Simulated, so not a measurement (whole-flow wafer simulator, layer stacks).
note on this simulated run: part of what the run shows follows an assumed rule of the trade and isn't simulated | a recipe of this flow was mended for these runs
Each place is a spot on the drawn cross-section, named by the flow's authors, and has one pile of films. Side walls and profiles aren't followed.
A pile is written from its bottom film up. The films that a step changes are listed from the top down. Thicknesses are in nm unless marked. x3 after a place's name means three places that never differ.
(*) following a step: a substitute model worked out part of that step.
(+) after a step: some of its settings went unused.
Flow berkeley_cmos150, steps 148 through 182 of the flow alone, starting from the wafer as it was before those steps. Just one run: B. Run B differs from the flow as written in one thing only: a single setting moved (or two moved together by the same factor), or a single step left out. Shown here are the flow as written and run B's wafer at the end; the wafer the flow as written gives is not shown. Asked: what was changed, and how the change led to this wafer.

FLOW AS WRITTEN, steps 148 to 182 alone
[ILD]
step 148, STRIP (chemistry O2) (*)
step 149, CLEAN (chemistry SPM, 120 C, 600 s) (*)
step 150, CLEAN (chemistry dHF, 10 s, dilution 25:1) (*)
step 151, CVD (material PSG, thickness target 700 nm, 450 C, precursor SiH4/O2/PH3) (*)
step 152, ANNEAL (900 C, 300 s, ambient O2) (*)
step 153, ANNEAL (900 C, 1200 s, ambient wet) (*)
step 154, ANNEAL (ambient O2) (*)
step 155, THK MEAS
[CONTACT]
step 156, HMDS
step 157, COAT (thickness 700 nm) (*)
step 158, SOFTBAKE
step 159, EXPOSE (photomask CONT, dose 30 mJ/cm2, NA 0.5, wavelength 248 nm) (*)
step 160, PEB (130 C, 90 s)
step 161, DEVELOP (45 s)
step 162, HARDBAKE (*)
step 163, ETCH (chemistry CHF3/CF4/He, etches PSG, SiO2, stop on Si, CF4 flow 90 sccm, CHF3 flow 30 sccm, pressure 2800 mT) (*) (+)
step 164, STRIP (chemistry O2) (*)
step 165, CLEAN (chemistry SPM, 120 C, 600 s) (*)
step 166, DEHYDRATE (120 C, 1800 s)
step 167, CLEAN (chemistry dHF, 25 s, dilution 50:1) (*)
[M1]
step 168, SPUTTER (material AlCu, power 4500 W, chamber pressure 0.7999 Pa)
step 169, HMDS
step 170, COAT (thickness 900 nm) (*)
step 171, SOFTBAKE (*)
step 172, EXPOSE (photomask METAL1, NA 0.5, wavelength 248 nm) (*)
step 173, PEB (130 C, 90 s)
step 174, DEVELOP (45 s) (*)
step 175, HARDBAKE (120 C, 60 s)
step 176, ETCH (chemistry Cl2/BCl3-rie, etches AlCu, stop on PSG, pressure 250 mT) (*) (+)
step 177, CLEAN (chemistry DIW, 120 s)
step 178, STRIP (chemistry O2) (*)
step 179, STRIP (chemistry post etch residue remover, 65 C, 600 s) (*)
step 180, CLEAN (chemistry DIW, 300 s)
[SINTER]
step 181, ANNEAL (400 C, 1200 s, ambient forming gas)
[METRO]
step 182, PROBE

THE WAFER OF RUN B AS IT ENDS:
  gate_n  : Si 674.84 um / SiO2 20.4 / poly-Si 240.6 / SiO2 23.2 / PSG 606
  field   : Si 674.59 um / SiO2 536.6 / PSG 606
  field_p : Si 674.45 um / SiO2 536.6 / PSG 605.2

What caused this: step 153, ANNEAL: 1035 s was run, while the flow as written has 1200 s.

The path from the change to this, step by step:
  step 153, ANNEAL (900 C, 1200 s, ambient wet) (*)
      sd_n, contact, m1: PSG loses 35, SiO2 gains 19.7, Si loses 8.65 (it would be, as written: PSG loses 35, SiO2 gains 22.8, Si loses 10)
      field, field_p: PSG loses 35, SiO2 gains 14, Si loses 6.17 (it would be, as written: PSG loses 35, SiO2 gains 16.3, Si loses 7.15)
      (as well as at 3 more places)
  step 163, ETCH (chemistry CHF3/CF4/He, etches PSG, SiO2, stop on Si, CF4 flow 90 sccm, CHF3 flow 30 sccm, pressure 2800 mT) (*) (+)
      contact: PSG loses 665 (all of it), SiO2 loses 35 (all of it), Si loses 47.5 (it would be, as written: PSG loses 665 (all of it), SiO2 loses 38.1 (all of it), Si loses 47.5)
